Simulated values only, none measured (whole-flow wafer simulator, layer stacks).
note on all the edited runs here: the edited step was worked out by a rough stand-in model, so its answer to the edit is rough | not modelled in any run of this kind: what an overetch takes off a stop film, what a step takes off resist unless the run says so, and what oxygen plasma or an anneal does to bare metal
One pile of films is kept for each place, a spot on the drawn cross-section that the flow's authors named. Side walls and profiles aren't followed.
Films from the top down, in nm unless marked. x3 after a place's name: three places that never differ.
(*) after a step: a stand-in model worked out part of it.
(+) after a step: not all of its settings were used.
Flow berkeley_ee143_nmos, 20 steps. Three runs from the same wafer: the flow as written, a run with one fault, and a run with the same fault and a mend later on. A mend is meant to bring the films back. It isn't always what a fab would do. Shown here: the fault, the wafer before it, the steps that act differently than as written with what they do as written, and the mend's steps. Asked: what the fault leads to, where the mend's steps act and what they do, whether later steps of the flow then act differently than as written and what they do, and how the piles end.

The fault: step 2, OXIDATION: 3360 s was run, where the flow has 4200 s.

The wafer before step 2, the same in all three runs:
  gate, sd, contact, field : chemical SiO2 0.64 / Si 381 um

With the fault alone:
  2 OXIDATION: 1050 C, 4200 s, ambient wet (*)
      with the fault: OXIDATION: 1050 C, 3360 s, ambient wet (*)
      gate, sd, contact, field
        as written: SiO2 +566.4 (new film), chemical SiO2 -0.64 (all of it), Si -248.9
        with the fault: SiO2 +495.4 (new film), chemical SiO2 -0.64 (all of it), Si -217.7
  Later steps of the flow that act differently than as written:
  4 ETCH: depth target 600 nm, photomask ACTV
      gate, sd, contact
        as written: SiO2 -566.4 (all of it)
        with the fault: SiO2 -495.4 (all of it)
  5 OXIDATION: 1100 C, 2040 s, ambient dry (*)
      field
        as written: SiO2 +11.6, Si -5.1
        with the fault: SiO2 +13, Si -5.72
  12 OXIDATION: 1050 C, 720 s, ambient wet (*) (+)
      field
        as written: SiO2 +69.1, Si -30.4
        with the fault: SiO2 +76.8, Si -33.8
  At the end the piles differ from the flow's by more than 2% or 0.5 nm, whichever is larger, at field.
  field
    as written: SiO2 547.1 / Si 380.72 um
    with the fault: SiO2 485.2 / Si 380.74 um

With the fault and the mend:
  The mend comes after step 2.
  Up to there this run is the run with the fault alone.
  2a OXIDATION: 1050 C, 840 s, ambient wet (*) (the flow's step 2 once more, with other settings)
      gate, sd, contact, field
        SiO2 +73, Si -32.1
  No later step of the flow acts differently than as written, at any place that is followed, by more than 2% or 0.5 nm, whichever is larger.
  At the end the piles differ from the flow's only slightly at the places that both follow, by at most 2% or 0.5 nm, whichever is larger.
